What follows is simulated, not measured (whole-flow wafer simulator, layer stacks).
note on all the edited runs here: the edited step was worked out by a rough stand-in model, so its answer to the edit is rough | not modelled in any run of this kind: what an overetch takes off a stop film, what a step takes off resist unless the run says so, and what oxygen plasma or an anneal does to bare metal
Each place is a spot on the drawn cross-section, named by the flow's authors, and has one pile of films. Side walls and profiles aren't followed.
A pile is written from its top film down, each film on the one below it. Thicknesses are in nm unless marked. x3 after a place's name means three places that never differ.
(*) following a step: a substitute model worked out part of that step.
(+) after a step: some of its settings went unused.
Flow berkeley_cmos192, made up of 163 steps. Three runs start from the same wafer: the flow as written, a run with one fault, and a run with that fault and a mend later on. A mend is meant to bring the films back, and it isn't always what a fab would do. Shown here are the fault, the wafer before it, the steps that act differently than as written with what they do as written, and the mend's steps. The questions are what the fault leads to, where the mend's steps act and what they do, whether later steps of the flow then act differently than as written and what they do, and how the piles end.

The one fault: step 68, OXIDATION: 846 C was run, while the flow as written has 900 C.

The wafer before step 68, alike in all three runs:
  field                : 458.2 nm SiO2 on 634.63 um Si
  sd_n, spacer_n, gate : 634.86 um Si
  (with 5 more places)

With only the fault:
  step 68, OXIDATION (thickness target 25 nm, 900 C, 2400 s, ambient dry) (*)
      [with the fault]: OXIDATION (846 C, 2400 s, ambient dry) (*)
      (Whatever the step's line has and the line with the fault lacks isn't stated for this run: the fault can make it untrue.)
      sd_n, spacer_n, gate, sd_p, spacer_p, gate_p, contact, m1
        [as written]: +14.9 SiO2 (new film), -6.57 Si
        [with the fault]: +8.54 SiO2 (new film), -3.76 Si
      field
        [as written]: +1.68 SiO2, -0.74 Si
        [with the fault]: +0.61 SiO2, -0.27 Si
  Later steps of the flow acting differently than as written (not shown: 37 more steps that differ only slightly, by at most 2% or 0.5 nm, whichever is larger):
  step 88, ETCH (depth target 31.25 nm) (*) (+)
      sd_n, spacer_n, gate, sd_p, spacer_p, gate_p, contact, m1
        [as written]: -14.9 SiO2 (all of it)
        [with the fault]: -8.54 SiO2 (all of it)
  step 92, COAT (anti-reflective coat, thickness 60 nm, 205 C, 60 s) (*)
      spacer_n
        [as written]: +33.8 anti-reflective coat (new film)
        [with the fault]: +34.8 anti-reflective coat (new film)
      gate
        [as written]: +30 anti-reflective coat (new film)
        [with the fault]: +31 anti-reflective coat (new film)
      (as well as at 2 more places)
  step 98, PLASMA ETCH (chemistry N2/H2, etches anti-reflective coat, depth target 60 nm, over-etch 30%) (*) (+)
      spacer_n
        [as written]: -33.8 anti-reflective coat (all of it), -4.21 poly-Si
        [with the fault]: -34.8 anti-reflective coat (all of it), -4.13 poly-Si
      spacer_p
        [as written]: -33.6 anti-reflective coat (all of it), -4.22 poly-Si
        [with the fault]: -34.4 anti-reflective coat (all of it), -4.14 poly-Si
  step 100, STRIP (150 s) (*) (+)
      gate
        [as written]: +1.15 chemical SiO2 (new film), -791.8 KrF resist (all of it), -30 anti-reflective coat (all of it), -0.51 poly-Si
        [with the fault]: +1.15 chemical SiO2 (new film), -789.2 KrF resist (all of it), -31 anti-reflective coat (all of it), -0.51 poly-Si
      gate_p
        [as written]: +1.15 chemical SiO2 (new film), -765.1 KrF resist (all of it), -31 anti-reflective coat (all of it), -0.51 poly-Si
        [with the fault]: +1.15 chemical SiO2 (new film), -763.2 KrF resist (all of it), -31.8 anti-reflective coat (all of it), -0.51 poly-Si
  At the end the piles are close to the flow's at the places that both follow, differing by at most 2% or 0.5 nm, whichever is larger.

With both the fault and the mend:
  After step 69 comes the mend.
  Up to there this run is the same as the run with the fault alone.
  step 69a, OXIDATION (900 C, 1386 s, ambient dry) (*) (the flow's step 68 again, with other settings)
      sd_n, spacer_n, gate, sd_p, spacer_p, gate_p, contact, m1
        +6.35 SiO2, -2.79 Si
      field
        +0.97 SiO2, -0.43 Si
  None of the later steps of the flow differs from how it acts as written, at any place that is followed, by more than 2% or 0.5 nm, whichever is larger.
  At the end the piles are close to the flow's at the places that both follow, differing by at most 2% or 0.5 nm, whichever is larger.
